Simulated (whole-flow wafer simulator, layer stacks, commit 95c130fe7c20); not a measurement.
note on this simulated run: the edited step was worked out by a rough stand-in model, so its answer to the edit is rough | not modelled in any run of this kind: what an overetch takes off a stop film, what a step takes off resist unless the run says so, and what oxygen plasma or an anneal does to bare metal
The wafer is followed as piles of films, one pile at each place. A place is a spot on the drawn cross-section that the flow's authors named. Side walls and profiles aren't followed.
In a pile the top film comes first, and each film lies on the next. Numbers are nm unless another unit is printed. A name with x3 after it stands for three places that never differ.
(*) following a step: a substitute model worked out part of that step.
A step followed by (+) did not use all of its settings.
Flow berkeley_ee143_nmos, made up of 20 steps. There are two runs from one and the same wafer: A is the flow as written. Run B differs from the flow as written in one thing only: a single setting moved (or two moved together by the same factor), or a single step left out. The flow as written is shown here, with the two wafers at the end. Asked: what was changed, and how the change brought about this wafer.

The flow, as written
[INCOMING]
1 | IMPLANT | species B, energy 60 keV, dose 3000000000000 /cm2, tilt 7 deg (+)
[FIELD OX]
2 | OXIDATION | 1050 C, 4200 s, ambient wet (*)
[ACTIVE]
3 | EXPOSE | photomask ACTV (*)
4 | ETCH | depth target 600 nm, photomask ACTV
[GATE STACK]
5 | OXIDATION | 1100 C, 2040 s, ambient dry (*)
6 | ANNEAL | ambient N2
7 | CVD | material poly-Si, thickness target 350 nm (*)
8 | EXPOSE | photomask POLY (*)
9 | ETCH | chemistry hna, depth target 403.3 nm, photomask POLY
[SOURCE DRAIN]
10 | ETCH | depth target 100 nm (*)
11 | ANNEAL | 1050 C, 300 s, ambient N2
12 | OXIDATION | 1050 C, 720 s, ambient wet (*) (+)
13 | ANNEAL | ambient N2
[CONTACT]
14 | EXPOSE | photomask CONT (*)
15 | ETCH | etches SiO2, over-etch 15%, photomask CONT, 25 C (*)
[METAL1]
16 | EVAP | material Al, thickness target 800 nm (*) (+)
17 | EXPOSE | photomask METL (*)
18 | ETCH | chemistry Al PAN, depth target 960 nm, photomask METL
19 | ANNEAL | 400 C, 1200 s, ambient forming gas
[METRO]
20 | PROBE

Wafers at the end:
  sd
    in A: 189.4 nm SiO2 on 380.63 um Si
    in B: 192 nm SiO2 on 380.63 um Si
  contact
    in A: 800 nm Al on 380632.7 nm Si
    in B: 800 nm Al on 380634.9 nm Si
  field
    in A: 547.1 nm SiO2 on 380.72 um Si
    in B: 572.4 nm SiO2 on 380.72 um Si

Cause: step 10, ETCH: depth target 72 nm was run, though the flow has depth target 100 nm.

Step by step, how the change led to this:
  10 | ETCH | depth target 100 nm (*)
      sd, contact: A -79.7 SiO2 (all of it) | B -72 SiO2
      field: A -100 SiO2 | B -72 SiO2
  12 | OXIDATION | 1050 C, 720 s, ambient wet (*) (+)
      sd, contact: A +189.4 SiO2 (new film), -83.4 Si | B +184.3 SiO2, -81.1 Si
      field: A +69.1 SiO2, -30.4 Si | B +66.4 SiO2, -29.2 Si
